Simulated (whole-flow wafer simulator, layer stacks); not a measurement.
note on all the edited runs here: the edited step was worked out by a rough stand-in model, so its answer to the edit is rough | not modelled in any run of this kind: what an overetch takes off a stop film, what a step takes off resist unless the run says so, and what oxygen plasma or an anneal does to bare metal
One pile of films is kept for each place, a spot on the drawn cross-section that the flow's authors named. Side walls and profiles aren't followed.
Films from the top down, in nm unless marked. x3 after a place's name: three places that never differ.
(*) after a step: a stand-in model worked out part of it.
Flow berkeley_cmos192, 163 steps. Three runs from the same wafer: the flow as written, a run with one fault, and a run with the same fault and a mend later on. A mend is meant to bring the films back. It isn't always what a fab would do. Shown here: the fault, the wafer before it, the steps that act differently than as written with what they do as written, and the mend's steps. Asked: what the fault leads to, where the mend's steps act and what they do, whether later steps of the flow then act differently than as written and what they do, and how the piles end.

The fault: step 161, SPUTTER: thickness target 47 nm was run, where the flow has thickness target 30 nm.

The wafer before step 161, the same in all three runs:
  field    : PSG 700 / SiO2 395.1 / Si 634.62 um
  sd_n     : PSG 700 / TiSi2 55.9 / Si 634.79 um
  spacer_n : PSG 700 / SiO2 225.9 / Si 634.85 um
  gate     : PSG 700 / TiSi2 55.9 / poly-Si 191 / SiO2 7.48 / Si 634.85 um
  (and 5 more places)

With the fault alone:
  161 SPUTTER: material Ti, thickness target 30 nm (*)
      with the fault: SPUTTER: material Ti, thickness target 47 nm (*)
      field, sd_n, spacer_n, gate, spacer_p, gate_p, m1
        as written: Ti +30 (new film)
        with the fault: Ti +47 (new film)
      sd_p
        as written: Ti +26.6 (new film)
        with the fault: Ti +41.7 (new film)
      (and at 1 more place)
  No later step of the flow acts differently than as written, at any place that is followed, by more than 2% or 0.5 nm, whichever is larger.
  At the end the piles differ from the flow's by more than 2% or 0.5 nm, whichever is larger, at field, sd_n, spacer_n and 6 more.
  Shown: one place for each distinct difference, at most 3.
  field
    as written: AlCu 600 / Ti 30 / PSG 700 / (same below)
    with the fault: AlCu 600 / Ti 47 / PSG 700 / (same below)
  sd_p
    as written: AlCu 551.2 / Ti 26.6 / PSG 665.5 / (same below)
    with the fault: AlCu 550.3 / Ti 41.7 / PSG 665.5 / (same below)
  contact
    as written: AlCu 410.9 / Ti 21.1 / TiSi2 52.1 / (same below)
    with the fault: AlCu 408.2 / Ti 33 / TiSi2 52.1 / (same below)

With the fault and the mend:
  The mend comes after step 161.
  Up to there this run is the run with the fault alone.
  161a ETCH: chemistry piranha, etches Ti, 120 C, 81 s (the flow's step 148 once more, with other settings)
      field, sd_n, spacer_n, gate, spacer_p, gate_p, m1
        Ti -47 (all of it)
      sd_p
        Ti -41.7 (all of it)
      contact
        Ti -33 (all of it), TiSi2 -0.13
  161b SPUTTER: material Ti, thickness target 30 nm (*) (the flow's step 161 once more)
      field, sd_n, spacer_n, gate, spacer_p, gate_p, m1
        Ti +30 (new film)
      sd_p
        Ti +26.6 (new film)
      contact
        Ti +21.1 (new film)
  No later step of the flow acts differently than as written at any place that is followed.
  At the end the piles differ from the flow's only slightly at the places that both follow, by at most 2% or 0.5 nm, whichever is larger.
